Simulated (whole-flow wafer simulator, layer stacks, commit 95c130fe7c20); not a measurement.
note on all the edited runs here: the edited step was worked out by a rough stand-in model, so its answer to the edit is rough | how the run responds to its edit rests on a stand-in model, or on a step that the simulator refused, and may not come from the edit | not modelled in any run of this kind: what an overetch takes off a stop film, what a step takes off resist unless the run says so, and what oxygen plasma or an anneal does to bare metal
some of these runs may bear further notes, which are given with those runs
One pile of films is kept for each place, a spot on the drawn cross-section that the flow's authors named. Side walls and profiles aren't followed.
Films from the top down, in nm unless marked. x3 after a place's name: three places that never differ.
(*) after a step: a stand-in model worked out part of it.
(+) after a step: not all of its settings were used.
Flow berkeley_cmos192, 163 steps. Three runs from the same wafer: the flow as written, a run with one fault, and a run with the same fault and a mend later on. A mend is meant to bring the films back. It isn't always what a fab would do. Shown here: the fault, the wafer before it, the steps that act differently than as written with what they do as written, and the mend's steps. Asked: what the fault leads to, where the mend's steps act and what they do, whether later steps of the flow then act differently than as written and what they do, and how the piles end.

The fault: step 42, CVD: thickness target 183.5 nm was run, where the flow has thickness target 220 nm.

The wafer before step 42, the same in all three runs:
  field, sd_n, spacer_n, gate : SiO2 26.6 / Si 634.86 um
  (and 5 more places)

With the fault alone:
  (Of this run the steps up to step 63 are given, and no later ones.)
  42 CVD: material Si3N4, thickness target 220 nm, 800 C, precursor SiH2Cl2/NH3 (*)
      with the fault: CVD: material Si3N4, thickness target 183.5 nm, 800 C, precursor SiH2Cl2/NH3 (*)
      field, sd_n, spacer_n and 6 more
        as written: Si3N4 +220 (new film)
        with the fault: Si3N4 +183.5 (new film)
  Later steps of the flow that act differently than as written (2 more steps differ only slightly, by at most 2% or 0.5 nm, whichever is larger, and aren't shown):
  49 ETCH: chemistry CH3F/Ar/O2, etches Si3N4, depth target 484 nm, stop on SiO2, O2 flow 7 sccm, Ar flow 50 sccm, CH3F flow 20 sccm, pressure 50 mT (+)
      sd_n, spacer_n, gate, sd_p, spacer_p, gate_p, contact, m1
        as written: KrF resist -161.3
        with the fault: KrF resist -137
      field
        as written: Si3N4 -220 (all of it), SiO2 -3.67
        with the fault: Si3N4 -183.5 (all of it), SiO2 -3.67
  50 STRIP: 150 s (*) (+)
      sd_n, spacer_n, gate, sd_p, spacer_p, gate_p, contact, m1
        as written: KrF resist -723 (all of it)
        with the fault: KrF resist -747.4 (all of it)
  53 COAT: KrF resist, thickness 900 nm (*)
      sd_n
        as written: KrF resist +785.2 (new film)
        with the fault: KrF resist +803.8 (new film)
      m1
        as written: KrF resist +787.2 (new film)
        with the fault: KrF resist +805 (new film)
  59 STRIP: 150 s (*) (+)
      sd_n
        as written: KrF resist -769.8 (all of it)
        with the fault: KrF resist -788.3 (all of it)
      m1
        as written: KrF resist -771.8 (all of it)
        with the fault: KrF resist -789.6 (all of it)
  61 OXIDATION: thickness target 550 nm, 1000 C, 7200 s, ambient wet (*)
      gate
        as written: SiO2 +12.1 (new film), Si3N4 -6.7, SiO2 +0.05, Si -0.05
        with the fault: SiO2 +12.1 (new film), Si3N4 -6.7
  After step 63 the piles differ from the flow's by more than 2% or 0.5 nm, whichever is larger, at sd_n, spacer_n, gate, sd_p, spacer_p, gate_p, contact, m1.
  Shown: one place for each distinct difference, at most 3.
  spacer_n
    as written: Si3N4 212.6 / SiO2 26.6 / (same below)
    with the fault: Si3N4 176.1 / SiO2 26.6 / (same below)
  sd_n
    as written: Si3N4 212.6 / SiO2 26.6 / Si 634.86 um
    with the fault: Si3N4 176.1 / SiO2 27 / Si 634.86 um
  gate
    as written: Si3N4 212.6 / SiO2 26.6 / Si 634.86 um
    with the fault: Si3N4 176.1 / SiO2 26.6 / Si 634.86 um

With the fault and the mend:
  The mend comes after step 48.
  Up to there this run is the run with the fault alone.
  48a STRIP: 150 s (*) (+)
      sd_n, spacer_n, gate, sd_p, spacer_p, gate_p, contact, m1
        KrF resist -884.4 (all of it)
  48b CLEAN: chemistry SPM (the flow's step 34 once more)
      changes no film at any place that is followed
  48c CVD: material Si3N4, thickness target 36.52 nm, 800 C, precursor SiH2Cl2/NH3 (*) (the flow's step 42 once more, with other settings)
      field, sd_n, spacer_n and 6 more
        Si3N4 +36.5
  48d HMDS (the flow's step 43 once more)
      changes no film at any place that is followed
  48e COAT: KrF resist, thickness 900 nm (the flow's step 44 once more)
      field, sd_n, spacer_n and 6 more
        KrF resist +900 (new film)
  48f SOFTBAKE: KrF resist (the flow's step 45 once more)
      changes no film at any place that is followed
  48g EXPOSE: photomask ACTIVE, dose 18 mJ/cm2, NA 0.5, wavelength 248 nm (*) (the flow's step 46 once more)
      changes no film at any place that is followed
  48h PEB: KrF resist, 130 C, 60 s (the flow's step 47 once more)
      field, sd_n, spacer_n and 6 more
        KrF resist -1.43
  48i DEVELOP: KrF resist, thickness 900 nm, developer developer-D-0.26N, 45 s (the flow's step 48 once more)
      sd_n, spacer_n, gate, sd_p, spacer_p, gate_p, contact, m1
        KrF resist -14.2
      field
        KrF resist -898.6 (all of it)
  No later step of the flow acts differently than as written, at any place that is followed, by more than 2% or 0.5 nm, whichever is larger.
  At the end the piles are the same as the flow's at every place that both follow.
